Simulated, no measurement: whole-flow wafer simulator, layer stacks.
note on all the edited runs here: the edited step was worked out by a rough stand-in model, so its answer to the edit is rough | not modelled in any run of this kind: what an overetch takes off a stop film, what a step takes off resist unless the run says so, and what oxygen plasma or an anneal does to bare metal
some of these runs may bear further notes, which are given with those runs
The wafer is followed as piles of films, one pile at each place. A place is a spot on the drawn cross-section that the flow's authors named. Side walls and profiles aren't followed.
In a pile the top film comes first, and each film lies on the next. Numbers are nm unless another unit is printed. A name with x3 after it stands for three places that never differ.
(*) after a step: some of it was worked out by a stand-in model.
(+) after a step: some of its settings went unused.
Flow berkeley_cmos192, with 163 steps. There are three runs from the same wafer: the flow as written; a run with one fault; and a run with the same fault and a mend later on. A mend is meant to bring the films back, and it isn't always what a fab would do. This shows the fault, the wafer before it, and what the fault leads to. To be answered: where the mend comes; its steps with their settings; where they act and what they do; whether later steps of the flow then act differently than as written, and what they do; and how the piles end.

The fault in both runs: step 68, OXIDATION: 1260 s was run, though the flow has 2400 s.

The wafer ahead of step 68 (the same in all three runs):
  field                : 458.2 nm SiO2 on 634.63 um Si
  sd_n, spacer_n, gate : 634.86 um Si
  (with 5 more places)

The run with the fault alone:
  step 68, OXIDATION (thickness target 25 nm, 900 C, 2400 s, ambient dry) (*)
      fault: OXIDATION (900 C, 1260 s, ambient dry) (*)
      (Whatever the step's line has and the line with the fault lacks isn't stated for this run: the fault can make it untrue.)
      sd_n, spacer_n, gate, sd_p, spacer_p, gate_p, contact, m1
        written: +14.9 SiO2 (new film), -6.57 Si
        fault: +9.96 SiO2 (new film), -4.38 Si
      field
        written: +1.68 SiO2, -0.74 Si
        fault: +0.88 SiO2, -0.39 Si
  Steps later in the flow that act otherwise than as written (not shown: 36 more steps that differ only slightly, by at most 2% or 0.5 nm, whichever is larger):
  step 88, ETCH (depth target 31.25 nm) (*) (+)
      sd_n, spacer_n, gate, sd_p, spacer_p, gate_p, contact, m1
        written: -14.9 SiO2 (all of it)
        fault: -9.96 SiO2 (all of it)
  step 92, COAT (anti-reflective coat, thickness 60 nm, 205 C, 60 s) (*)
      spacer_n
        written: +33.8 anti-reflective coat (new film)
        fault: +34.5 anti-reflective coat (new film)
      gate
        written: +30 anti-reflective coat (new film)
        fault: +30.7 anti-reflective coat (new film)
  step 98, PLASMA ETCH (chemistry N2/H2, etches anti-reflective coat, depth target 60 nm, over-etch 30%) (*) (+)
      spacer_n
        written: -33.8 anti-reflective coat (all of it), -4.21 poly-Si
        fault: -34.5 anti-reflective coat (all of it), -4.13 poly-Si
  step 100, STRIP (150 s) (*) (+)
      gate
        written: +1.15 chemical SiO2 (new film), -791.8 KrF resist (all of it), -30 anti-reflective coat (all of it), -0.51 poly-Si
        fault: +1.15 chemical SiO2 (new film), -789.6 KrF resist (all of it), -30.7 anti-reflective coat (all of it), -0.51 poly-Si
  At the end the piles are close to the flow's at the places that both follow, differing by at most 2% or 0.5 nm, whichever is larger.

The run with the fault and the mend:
  The mend follows step 75.
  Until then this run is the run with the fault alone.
  step 75a, STRIP (150 s) (*) (+)
      sd_p
        -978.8 KrF resist (all of it)
      spacer_p
        -960.1 KrF resist (all of it)
      gate_p
        -959.2 KrF resist (all of it)
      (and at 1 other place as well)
  step 75b, CLEAN (chemistry SPM)
      leaves every film unchanged at each place that is followed
  step 75c, OXIDATION (900 C, 1101 s, ambient dry) (*) (a further turn of the flow's step 68, with different settings)
      sd_n, spacer_n, gate, sd_p, spacer_p, gate_p, contact, m1
        +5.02 SiO2, -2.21 Si
      field
        +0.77 SiO2, -0.34 Si
  step 75d, HMDS (a further turn of the flow's step 70)
      leaves every film unchanged at each place that is followed
  step 75e, COAT (KrF resist, thickness 900 nm) (*) (a further turn of the flow's step 71)
      spacer_n, gate
        +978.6 KrF resist (new film)
      field
        +842.4 KrF resist (new film)
      sd_n
        +1013.2 KrF resist (new film)
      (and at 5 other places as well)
  step 75f, SOFTBAKE (KrF resist) (a further turn of the flow's step 72)
      leaves every film unchanged at each place that is followed
  step 75g, EXPOSE (photomask PWELL, dose 30 mJ/cm2, NA 0.5, wavelength 248 nm) (*) (a further turn of the flow's step 73)
      leaves every film unchanged at each place that is followed
  step 75h, PEB (KrF resist, 130 C, 60 s) (a further turn of the flow's step 74)
      sd_n, m1
        -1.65 KrF resist
      spacer_n, gate
        -1.58 KrF resist
      spacer_p, gate_p
        -1.57 KrF resist
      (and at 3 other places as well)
  step 75i, DEVELOP (KrF resist, thickness 900 nm, developer developer-D-0.26N, 45 s) (a further turn of the flow's step 75)
      sd_p, spacer_p, gate_p, m1
        -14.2 KrF resist
      spacer_n, gate
        -977 KrF resist (all of it)
      field
        -841.1 KrF resist (all of it)
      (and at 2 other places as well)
  Every later step of the flow that is run acts as written, at every place that is followed, to within 2% or 0.5 nm, whichever is larger.
  By the end, the piles equal the flow's at every place that both follow.
